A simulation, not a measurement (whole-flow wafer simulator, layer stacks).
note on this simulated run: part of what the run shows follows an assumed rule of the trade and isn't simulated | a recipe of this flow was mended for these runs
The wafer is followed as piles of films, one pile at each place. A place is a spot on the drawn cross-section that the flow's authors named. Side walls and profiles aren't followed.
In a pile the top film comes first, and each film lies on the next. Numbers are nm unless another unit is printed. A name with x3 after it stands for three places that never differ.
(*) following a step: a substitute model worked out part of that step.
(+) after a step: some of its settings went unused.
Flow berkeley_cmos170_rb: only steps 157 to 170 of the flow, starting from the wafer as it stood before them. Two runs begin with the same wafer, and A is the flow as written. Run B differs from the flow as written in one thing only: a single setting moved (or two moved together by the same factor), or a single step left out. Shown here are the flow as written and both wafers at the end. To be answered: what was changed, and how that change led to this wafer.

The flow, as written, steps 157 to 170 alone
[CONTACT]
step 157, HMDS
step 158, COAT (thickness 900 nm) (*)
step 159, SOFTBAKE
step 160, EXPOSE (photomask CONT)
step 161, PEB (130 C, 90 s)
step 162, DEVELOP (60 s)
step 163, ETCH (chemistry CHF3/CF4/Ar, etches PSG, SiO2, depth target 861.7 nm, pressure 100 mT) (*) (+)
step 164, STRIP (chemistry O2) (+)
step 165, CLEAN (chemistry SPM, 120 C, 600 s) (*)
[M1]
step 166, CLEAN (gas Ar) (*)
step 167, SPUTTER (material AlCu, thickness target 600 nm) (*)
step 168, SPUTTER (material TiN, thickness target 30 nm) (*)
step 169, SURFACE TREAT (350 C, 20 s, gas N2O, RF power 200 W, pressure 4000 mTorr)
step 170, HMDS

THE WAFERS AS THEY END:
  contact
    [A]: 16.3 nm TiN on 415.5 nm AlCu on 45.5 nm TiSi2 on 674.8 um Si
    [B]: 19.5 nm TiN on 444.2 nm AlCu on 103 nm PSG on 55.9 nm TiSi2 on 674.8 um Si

Cause: step 163, ETCH: depth target 591.6 nm was run, whereas the flow has depth target 861.7 nm.

The path from the change to this, step by step:
  step 163, ETCH (chemistry CHF3/CF4/Ar, etches PSG, SiO2, depth target 861.7 nm, pressure 100 mT) (*) (+)
      contact: A -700 PSG (all of it), -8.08 TiSi2 | B -591.6 PSG
      field, sd_n, spacer_n, gate, sd_p, spacer_p, gate_p, m1: A -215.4 KrF-resist | B -147.9 KrF-resist
  step 164, STRIP (chemistry O2) (+)
      field: A -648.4 KrF-resist (all of it) | B -715.9 KrF-resist (all of it)
      sd_n: A -772.5 KrF-resist (all of it) | B -840 KrF-resist (all of it)
      (and at 6 other places as well)
  step 166, CLEAN (gas Ar) (*)
      contact: A -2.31 TiSi2 | B -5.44 PSG
  step 167, SPUTTER (material AlCu, thickness target 600 nm) (*)
      contact: A +415.5 AlCu (new film) | B +444.2 AlCu (new film)
  step 168, SPUTTER (material TiN, thickness target 30 nm) (*)
      contact: A +16.3 TiN (new film) | B +19.5 TiN (new film)
